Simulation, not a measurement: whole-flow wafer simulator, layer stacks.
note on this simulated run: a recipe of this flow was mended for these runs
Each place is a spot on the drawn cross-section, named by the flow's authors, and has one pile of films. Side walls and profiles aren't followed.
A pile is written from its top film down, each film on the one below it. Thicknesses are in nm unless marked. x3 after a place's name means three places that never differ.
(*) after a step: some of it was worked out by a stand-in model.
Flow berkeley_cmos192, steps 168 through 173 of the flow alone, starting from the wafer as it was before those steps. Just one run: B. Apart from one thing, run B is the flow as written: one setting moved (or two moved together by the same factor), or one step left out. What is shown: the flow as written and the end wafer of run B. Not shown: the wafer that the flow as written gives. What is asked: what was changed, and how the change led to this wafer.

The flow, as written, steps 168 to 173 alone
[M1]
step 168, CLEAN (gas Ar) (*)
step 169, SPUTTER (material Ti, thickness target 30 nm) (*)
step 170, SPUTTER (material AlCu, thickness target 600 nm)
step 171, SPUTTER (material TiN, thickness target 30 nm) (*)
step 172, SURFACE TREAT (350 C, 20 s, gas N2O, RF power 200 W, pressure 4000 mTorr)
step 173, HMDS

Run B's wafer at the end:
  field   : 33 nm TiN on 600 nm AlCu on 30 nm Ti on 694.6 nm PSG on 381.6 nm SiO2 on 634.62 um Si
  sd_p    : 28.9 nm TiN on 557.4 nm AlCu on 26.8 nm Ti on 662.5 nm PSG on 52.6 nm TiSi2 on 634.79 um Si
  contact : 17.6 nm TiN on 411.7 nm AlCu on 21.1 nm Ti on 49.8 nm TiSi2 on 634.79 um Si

What caused this: step 171, SPUTTER: thickness target 33 nm was run, though the flow has thickness target 30 nm.
The wafer itself shows it: field has TiN 33, and step 171 as written asks for 30 nm.

The path from the change to this, step by step:
  step 171, SPUTTER (material TiN, thickness target 30 nm) (*)
      field, sd_n, spacer_n, gate, spacer_p, gate_p, m1: TiN gains 33 (new film) (in the flow as written it would be: TiN gains 30 (new film))
      sd_p: TiN gains 28.9 (new film) (in the flow as written it would be: TiN gains 26.2 (new film))
      (and at 1 other place as well)
